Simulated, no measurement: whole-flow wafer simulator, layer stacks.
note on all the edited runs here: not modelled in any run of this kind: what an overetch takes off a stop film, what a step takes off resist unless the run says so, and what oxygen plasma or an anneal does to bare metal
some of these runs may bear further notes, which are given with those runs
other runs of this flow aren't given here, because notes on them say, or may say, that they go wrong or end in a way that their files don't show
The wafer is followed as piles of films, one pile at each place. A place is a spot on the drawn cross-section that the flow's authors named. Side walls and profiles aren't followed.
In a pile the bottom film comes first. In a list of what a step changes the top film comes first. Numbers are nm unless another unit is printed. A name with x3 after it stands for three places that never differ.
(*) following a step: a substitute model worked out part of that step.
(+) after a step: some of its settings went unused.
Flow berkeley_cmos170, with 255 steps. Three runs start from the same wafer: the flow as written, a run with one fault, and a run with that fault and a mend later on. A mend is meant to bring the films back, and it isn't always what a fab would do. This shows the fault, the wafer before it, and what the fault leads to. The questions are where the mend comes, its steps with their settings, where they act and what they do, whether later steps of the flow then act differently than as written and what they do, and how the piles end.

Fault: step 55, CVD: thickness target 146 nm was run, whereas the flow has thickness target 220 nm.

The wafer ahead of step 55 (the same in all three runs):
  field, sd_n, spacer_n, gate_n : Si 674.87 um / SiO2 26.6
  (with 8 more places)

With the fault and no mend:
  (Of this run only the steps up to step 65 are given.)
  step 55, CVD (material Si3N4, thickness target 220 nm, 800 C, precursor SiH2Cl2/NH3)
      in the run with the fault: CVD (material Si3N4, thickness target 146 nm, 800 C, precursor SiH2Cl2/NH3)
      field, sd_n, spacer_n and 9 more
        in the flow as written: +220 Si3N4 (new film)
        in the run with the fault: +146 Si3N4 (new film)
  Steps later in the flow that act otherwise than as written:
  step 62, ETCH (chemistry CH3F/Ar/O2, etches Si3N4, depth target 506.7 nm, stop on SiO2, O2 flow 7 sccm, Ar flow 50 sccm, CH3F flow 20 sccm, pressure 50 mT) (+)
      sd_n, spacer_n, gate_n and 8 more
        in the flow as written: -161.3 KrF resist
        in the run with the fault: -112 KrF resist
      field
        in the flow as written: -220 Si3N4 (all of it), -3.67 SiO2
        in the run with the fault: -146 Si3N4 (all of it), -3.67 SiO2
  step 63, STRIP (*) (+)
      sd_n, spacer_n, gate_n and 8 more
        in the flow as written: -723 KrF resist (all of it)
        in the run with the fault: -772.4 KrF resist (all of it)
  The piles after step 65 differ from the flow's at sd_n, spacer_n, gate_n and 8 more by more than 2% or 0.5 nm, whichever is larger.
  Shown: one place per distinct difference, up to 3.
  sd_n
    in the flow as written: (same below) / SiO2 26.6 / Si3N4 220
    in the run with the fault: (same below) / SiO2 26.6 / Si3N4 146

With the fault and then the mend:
  The mend stands after step 55.
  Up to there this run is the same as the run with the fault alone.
  step 55a, ETCH (chemistry h3po4, depth target 167.9 nm)
      field, sd_n, spacer_n and 9 more
        -146 Si3N4 (all of it)
  step 55b, CLEAN (chemistry SPM)
      does not change any film at any place that is followed
  step 55c, CVD (material Si3N4, thickness target 220 nm, 800 C, precursor SiH2Cl2/NH3) (the flow's step 55 again)
      field, sd_n, spacer_n and 9 more
        +220 Si3N4 (new film)
  None of the later steps of the flow acts differently than as written at any place that is followed.
  By the end, the piles equal the flow's at every place that both follow.
